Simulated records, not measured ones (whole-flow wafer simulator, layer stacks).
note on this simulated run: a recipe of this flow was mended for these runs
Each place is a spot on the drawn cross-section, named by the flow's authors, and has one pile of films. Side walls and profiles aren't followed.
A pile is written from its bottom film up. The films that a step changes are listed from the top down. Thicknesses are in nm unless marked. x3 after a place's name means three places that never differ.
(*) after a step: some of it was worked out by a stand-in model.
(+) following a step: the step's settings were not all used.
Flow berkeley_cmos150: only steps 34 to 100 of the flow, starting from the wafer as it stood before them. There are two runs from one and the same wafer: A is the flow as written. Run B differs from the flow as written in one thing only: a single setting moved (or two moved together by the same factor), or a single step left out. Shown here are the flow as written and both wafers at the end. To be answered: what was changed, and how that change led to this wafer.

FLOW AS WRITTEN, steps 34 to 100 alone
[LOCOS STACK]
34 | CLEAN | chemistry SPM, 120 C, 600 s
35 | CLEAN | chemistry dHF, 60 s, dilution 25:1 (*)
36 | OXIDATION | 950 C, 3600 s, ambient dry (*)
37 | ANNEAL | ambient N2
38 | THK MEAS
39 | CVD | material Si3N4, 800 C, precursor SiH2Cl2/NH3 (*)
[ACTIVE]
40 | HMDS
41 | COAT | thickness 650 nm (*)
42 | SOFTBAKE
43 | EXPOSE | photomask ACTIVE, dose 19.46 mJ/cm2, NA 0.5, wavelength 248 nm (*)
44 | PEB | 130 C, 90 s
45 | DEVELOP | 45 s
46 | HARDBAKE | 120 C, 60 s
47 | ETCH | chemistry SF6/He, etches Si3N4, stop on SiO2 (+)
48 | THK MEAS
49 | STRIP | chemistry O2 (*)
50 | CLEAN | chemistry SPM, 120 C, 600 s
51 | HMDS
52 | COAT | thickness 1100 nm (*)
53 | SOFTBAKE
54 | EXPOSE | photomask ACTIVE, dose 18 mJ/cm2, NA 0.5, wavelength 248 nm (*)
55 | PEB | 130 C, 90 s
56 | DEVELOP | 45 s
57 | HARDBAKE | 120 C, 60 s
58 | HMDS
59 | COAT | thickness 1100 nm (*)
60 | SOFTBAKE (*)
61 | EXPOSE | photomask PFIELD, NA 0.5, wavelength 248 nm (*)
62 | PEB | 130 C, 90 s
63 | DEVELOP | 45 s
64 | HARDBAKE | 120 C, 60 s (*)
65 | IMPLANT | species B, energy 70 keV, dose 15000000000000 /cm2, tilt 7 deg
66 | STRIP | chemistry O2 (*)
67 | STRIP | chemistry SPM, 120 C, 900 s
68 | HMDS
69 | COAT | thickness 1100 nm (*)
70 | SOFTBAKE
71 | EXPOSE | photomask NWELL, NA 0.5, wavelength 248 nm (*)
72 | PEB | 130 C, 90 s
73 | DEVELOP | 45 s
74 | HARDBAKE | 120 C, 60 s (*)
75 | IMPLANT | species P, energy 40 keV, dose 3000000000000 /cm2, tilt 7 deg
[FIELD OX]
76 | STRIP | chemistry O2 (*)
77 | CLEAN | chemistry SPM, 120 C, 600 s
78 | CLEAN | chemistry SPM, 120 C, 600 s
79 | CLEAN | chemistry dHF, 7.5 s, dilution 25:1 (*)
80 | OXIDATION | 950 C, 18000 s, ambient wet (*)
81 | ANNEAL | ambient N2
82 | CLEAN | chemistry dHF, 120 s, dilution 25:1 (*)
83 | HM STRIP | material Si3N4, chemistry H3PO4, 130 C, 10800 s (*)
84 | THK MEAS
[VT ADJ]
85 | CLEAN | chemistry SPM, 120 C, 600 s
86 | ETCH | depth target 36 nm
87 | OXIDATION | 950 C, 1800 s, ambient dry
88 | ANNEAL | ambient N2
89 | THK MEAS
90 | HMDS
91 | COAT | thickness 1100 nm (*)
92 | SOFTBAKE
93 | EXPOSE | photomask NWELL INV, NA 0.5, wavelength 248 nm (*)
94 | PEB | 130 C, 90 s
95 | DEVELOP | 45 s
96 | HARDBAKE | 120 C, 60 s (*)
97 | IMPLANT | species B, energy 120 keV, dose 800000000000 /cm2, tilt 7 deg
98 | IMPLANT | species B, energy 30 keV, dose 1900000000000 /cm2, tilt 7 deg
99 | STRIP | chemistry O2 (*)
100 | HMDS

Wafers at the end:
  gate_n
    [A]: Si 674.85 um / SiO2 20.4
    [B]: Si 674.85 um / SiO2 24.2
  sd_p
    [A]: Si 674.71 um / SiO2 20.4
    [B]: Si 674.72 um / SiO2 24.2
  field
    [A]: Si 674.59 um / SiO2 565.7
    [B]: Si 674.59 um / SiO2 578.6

The reason: step 86, ETCH: depth target 23 nm was run, though the flow has depth target 36 nm.

How this came from the change, step by step:
  86 | ETCH | depth target 36 nm
      gate_n, sd_p, gate_p, contact, m1: A SiO2 loses 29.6 (all of it) | B SiO2 loses 23
      field, field_p, sd_n: A SiO2 loses 36 | B SiO2 loses 23
  87 | OXIDATION | 950 C, 1800 s, ambient dry
      gate_n, sd_p, gate_p, contact, m1: A SiO2 gains 20.4 (new film), Si loses 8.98 | B SiO2 gains 17.6, Si loses 7.75
      sd_n: A SiO2 gains 12.1, Si loses 5.32 | B SiO2 gains 9.13, Si loses 4.02
